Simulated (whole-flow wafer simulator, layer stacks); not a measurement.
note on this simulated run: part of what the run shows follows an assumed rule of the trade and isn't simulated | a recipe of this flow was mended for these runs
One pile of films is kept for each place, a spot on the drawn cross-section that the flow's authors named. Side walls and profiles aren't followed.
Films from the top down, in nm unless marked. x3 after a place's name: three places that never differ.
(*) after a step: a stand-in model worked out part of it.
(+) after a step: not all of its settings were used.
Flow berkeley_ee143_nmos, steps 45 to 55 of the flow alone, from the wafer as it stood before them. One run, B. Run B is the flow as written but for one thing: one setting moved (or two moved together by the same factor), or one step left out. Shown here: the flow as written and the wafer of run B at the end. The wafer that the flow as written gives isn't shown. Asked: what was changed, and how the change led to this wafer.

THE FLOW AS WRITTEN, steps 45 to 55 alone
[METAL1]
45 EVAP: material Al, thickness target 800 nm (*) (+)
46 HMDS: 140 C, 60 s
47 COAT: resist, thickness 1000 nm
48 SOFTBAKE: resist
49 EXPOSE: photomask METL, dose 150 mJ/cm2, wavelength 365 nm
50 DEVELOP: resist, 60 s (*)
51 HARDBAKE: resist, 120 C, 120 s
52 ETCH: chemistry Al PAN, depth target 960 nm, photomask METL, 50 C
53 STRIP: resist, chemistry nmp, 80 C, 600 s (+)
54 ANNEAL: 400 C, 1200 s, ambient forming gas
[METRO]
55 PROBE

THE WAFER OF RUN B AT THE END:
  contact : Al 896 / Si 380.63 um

The cause: step 45, EVAP: thickness target 896 nm was run, where the flow has thickness target 800 nm.
It can be read off the wafer: contact has Al 896, and step 45 as written asks for 800 nm.

How the change led to this, step by step:
  45 EVAP: material Al, thickness target 800 nm (*) (+)
      gate, sd, contact, field: Al +896 (new film) (as written it would be: Al +800 (new film))
  52 ETCH: chemistry Al PAN, depth target 960 nm, photomask METL, 50 C
      gate, sd, field: Al -882.7 (all of it) (as written it would be: Al -786.7 (all of it))
